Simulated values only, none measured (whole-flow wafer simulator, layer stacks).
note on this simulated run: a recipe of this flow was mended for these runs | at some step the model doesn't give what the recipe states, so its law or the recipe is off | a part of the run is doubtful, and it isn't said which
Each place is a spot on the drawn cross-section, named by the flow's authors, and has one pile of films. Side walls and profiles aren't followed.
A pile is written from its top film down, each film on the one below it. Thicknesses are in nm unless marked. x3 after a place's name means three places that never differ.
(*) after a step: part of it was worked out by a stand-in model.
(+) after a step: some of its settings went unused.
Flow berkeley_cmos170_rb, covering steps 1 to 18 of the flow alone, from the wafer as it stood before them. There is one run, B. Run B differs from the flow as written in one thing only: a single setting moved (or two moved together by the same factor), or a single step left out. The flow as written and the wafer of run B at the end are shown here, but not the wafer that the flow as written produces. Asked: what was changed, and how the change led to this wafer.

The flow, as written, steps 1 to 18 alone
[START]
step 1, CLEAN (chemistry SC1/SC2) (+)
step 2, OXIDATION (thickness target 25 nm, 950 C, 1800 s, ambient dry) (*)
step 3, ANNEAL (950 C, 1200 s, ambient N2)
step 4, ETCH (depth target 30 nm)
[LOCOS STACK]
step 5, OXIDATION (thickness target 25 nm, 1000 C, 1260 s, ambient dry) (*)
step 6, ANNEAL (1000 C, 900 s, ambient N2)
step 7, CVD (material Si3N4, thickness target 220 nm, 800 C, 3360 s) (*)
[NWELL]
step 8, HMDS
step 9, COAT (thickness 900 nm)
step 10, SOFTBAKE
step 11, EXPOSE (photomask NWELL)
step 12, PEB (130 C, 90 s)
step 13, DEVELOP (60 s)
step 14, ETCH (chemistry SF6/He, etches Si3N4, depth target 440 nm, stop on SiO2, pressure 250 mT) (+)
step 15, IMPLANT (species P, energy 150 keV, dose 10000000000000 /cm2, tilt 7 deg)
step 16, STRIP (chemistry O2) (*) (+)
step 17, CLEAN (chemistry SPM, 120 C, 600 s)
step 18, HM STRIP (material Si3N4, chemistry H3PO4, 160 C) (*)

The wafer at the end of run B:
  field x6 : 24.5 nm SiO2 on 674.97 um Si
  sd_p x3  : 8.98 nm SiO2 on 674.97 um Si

What caused this: step 2, OXIDATION: thickness target 60 nm was run, though the flow has thickness target 25 nm; step 2, OXIDATION: 4320 s was run, where the flow has 1800 s.

The path from the change to this, step by step:
  step 2, OXIDATION (thickness target 25 nm, 950 C, 1800 s, ambient dry) (*)
      field x6, sd_p x3: SiO2 gains 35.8 (new film), chemical SiO2 loses 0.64 (all of it), Si loses 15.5 (it would be, as written: SiO2 gains 20.7 (new film), chemical SiO2 loses 0.64 (all of it), Si loses 8.82)
  step 4, ETCH (depth target 30 nm)
      field x6, sd_p x3: SiO2 loses 30 (it would be, as written: SiO2 loses 20.7 (all of it))
  step 5, OXIDATION (thickness target 25 nm, 1000 C, 1260 s, ambient dry) (*)
      field x6, sd_p x3: SiO2 gains 22.2, Si loses 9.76 (it would be, as written: SiO2 gains 26.6 (new film), Si loses 11.7)
